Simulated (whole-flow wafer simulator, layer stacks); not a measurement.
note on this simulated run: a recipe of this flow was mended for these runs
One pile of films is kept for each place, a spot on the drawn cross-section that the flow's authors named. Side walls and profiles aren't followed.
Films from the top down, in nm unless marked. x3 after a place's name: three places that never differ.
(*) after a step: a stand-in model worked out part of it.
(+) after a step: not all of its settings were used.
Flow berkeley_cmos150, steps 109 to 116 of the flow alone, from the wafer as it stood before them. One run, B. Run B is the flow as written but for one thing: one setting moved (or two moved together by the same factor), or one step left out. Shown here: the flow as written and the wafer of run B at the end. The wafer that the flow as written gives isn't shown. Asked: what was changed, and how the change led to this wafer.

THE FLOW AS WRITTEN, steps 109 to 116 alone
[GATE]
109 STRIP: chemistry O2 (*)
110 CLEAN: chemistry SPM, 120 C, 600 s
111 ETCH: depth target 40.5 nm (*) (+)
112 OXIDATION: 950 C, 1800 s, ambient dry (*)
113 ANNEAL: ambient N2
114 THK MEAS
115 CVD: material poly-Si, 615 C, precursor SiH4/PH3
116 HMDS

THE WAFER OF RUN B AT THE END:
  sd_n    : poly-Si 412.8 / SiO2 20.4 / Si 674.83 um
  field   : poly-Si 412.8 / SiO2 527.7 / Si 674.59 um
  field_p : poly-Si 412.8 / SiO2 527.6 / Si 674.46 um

The cause: step 115, CVD: 638 C was run, where the flow has 615 C.

How the change led to this, step by step:
  115 CVD: material poly-Si, 615 C, precursor SiH4/PH3
      field, field_p, sd_n, gate_n, sd_p x2, contact, m1: poly-Si +412.8 (new film) (as written it would be: poly-Si +251.5 (new film))
